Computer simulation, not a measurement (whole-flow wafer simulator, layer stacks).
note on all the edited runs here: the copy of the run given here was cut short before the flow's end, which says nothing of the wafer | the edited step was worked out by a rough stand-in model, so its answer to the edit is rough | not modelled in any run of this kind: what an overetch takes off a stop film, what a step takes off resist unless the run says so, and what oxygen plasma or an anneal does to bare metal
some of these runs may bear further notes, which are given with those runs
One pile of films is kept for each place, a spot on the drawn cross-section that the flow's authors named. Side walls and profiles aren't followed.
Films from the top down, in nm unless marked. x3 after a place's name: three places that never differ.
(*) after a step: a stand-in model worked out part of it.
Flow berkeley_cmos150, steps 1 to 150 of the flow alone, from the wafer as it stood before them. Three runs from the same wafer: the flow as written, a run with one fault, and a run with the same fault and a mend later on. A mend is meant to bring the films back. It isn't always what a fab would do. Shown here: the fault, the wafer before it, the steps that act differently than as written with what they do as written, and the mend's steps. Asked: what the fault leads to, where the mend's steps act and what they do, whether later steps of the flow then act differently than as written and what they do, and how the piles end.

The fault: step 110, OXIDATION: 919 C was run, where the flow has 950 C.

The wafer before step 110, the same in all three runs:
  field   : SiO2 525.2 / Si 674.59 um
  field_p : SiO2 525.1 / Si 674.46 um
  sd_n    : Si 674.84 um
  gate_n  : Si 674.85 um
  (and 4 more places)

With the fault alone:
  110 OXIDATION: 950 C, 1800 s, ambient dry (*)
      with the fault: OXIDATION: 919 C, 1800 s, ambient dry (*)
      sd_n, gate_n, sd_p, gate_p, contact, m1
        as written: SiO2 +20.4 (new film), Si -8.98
        with the fault: SiO2 +15 (new film), Si -6.58
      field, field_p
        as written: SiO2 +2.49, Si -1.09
        with the fault: SiO2 +1.58, Si -0.7
  No later step of the flow acts differently than as written, at any place that is followed, by more than 2% or 0.5 nm, whichever is larger.
  At the end the piles differ from the flow's by more than 2% or 0.5 nm, whichever is larger, at sd_n, gate_n, sd_p, gate_p, contact, m1.
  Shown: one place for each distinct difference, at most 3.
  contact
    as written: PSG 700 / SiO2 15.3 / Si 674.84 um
    with the fault: PSG 700 / SiO2 9.86 / Si 674.84 um
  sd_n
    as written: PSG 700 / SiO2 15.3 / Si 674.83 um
    with the fault: PSG 700 / SiO2 9.86 / Si 674.83 um
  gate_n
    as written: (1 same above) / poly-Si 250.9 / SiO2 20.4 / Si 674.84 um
    with the fault: (1 same above) / poly-Si 250.9 / SiO2 15 / Si 674.84 um

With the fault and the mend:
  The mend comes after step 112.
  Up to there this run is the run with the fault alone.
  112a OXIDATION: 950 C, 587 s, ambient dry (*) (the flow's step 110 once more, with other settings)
      sd_n, gate_n, sd_p, gate_p, contact, m1
        SiO2 +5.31, Si -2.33
      field, field_p
        SiO2 +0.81, Si -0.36
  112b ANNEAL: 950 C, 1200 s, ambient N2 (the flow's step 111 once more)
      changes no film at any place that is followed
  No later step of the flow acts differently than as written, at any place that is followed, by more than 2% or 0.5 nm, whichever is larger.
  At the end the piles differ from the flow's only slightly at the places that both follow, by at most 2% or 0.5 nm, whichever is larger.
